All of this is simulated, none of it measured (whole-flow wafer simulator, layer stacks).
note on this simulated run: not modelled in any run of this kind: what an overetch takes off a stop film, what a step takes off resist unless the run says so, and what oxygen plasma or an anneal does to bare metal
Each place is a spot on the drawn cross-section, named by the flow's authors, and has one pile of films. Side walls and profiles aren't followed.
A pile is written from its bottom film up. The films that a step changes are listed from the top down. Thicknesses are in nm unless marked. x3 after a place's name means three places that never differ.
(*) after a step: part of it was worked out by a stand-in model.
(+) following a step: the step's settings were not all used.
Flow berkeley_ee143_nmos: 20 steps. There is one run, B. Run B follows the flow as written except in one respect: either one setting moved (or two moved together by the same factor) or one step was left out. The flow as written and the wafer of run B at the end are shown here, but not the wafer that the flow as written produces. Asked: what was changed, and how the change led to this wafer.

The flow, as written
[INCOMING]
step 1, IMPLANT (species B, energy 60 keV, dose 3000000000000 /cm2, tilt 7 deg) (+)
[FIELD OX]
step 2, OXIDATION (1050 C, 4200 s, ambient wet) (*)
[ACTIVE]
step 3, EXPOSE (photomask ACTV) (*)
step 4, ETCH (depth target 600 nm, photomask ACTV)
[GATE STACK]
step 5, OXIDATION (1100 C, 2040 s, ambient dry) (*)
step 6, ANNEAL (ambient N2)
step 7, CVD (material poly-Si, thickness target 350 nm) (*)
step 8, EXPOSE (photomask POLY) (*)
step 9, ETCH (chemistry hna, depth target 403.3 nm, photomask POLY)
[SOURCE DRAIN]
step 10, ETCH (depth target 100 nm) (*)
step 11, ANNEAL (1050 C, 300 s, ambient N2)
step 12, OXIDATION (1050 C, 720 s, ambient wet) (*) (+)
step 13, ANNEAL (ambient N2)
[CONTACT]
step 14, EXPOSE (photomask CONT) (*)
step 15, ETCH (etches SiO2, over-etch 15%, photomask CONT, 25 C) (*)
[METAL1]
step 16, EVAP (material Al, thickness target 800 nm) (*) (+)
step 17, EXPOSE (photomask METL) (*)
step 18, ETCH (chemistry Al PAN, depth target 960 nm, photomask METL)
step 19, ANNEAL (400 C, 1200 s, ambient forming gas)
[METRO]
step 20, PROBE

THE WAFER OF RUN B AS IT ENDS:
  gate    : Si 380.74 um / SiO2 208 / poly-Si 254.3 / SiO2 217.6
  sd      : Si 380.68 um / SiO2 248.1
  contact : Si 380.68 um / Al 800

Cause: step 4, ETCH: depth target 386 nm was run, while the flow as written has depth target 600 nm.

The path from the change to this, step by step:
  step 4, ETCH (depth target 600 nm, photomask ACTV)
      gate, sd, contact: SiO2 loses 386 (it would be, as written: SiO2 loses 566.4 (all of it))
  step 5, OXIDATION (1100 C, 2040 s, ambient dry) (*)
      gate, sd, contact: SiO2 gains 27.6, Si loses 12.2 (it would be, as written: SiO2 gains 79.7 (new film), Si loses 35.1)
  step 10, ETCH (depth target 100 nm) (*)
      sd, contact: SiO2 loses 100 (it would be, as written: SiO2 loses 79.7 (all of it))
  step 12, OXIDATION (1050 C, 720 s, ambient wet) (*) (+)
      sd, contact: SiO2 gains 140.1, Si loses 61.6 (it would be, as written: SiO2 gains 189.4 (new film), Si loses 83.4)
  step 15, ETCH (etches SiO2, over-etch 15%, photomask CONT, 25 C) (*)
      contact: SiO2 loses 248.1 (all of it) (it would be, as written: SiO2 loses 189.4 (all of it))
